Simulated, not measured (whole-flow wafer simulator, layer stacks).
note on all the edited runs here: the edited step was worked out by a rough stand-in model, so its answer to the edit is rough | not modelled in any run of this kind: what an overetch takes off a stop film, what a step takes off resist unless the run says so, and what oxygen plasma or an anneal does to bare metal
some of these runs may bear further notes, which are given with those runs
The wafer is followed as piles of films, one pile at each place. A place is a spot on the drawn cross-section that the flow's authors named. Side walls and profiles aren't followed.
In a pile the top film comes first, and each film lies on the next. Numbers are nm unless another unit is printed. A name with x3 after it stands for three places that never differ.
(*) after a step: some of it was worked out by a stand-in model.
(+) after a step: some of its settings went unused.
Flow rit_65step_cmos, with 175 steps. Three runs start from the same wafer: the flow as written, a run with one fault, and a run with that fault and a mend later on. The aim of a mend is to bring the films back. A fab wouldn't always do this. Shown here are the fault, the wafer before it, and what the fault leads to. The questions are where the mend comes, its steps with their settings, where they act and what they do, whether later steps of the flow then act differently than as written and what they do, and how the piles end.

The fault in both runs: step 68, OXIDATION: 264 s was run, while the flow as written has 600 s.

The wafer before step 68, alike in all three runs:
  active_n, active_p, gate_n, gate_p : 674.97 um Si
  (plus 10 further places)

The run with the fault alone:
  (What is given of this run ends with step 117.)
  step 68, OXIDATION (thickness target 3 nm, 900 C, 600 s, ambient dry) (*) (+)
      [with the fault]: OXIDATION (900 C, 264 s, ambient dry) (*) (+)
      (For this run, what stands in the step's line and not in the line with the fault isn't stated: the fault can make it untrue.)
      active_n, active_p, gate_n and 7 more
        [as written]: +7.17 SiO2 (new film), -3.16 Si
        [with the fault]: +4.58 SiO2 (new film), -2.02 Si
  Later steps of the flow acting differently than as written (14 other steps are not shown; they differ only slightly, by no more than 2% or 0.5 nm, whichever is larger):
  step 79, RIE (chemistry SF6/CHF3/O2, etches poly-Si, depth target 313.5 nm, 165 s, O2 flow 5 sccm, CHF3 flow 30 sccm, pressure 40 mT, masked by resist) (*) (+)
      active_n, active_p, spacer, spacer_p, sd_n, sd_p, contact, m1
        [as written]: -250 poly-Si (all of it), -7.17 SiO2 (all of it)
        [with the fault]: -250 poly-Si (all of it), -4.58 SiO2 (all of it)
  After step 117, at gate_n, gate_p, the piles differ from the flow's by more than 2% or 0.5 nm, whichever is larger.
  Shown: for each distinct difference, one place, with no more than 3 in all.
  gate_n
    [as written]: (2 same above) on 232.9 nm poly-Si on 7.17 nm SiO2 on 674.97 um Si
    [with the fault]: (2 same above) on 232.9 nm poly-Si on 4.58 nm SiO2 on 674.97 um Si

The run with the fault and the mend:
  The mend follows step 69.
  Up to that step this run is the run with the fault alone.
  step 69a, OXIDATION (900 C, 336 s, ambient dry) (*) (+) (a further turn of the flow's step 68, with different settings)
      active_n, active_p, gate_n and 7 more
        +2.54 SiO2, -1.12 Si
  Every later step of the flow that is run acts as written, at every place that is followed, to within 2% or 0.5 nm, whichever is larger.
  The piles end only slightly different from the flow's at the places that both follow, by no more than 2% or 0.5 nm, whichever is larger.
